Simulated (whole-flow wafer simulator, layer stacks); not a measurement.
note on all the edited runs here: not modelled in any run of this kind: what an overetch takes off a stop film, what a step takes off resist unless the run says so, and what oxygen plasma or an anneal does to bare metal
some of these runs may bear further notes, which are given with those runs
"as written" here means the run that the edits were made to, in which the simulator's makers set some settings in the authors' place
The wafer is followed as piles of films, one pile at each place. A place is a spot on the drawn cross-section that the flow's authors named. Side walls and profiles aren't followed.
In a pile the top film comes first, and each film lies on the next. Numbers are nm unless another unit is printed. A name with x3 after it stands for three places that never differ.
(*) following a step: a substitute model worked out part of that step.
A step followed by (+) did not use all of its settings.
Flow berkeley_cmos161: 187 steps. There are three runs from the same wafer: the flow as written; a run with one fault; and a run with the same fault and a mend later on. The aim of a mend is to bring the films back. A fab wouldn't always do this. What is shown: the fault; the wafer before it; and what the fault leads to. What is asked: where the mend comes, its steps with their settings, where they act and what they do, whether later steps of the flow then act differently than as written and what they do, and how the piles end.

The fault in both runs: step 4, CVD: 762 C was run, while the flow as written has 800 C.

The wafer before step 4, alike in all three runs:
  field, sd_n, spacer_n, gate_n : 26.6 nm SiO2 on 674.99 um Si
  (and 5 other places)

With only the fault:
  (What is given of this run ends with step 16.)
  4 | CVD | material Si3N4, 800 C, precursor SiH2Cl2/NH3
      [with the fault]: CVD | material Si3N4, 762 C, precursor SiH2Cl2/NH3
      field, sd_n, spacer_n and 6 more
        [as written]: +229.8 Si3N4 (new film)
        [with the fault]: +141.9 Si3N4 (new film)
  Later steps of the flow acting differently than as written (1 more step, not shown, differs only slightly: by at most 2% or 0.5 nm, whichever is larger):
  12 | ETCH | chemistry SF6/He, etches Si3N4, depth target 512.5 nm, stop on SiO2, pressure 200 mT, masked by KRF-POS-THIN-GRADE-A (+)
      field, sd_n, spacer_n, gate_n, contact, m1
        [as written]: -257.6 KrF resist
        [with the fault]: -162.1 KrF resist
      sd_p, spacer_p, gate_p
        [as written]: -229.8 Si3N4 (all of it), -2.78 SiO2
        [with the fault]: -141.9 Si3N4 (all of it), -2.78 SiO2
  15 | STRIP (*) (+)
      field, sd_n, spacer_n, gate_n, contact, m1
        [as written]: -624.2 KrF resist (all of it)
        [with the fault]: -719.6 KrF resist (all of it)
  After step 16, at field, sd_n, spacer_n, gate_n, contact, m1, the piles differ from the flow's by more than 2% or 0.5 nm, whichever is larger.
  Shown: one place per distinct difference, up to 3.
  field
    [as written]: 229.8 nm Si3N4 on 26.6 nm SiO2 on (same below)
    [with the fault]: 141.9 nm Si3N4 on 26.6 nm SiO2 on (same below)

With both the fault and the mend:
  The mend follows step 4.
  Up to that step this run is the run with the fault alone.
  4a | ETCH | chemistry h3po4, depth target 163.2 nm
      field, sd_n, spacer_n and 6 more
        -141.9 Si3N4 (all of it)
  4b | CLEAN | chemistry SC1/SC2 (a further turn of the flow's step 1)
      does not change any film at any place that is followed
  4c | CVD | material Si3N4, 800 C, precursor SiH2Cl2/NH3 (a further turn of the flow's step 4)
      field, sd_n, spacer_n and 6 more
        +229.8 Si3N4 (new film)
  Every later step of the flow that is run acts as written at every place that is followed.
  At every place that both follow, the piles at the end match the flow's.
